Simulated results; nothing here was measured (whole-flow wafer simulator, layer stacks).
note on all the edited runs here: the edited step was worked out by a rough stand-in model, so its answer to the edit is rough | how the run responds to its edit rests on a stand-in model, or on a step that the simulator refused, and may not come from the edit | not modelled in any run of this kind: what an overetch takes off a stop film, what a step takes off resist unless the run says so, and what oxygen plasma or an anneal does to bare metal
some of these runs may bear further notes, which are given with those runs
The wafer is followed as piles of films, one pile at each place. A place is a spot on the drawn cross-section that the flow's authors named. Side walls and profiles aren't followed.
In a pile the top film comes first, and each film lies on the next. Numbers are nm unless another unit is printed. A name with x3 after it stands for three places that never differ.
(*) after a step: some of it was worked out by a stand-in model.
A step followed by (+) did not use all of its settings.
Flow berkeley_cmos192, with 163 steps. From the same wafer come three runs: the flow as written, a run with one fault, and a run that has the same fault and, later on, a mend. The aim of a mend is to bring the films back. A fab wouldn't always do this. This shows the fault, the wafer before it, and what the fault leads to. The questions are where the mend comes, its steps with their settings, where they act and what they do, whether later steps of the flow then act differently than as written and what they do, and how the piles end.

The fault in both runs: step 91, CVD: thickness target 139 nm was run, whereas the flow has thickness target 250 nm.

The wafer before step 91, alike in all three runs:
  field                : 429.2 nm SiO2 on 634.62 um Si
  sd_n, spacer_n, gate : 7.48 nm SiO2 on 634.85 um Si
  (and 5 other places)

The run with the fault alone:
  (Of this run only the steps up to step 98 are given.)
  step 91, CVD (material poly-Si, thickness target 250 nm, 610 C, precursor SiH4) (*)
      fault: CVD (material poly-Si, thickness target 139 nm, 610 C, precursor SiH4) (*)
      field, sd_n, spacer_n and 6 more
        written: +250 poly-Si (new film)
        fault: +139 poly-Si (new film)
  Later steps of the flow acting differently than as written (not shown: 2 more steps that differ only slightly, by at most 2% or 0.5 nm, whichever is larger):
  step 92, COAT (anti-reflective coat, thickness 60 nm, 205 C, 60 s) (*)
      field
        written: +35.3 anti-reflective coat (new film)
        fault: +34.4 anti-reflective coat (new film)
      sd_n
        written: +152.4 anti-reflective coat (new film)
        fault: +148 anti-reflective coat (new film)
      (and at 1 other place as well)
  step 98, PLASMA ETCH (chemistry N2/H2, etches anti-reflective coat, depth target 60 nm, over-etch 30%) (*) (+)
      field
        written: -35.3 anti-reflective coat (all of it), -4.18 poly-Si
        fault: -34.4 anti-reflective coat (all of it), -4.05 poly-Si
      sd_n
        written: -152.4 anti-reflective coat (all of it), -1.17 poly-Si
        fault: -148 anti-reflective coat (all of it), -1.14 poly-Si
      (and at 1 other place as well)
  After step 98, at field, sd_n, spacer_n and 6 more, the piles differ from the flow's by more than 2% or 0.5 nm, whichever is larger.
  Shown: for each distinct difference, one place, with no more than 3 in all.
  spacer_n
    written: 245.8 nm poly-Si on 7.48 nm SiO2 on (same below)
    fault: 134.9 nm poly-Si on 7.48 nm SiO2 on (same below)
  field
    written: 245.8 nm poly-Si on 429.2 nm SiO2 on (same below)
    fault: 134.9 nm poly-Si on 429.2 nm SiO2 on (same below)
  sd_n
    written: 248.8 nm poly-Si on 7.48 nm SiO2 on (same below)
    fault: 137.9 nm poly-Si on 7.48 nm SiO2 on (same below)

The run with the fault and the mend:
  The mend follows step 91.
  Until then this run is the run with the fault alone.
  step 91a, ETCH (chemistry tmah, depth target 159.8 nm)
      field, sd_n, spacer_n and 6 more
        -139 poly-Si (all of it)
  step 91b, CLEAN (chemistry SPM) (*) (a further turn of the flow's step 87)
      does not change any film at any place that is followed
  step 91c, CVD (material poly-Si, thickness target 250 nm, 610 C, precursor SiH4) (*) (a further turn of the flow's step 91)
      field, sd_n, spacer_n and 6 more
        +250 poly-Si (new film)
  Later steps of the flow that are run all act as written at every place that is followed, up to a difference of at most 2% or 0.5 nm, whichever is larger.
  At every place that both follow, the piles at the end match the flow's.
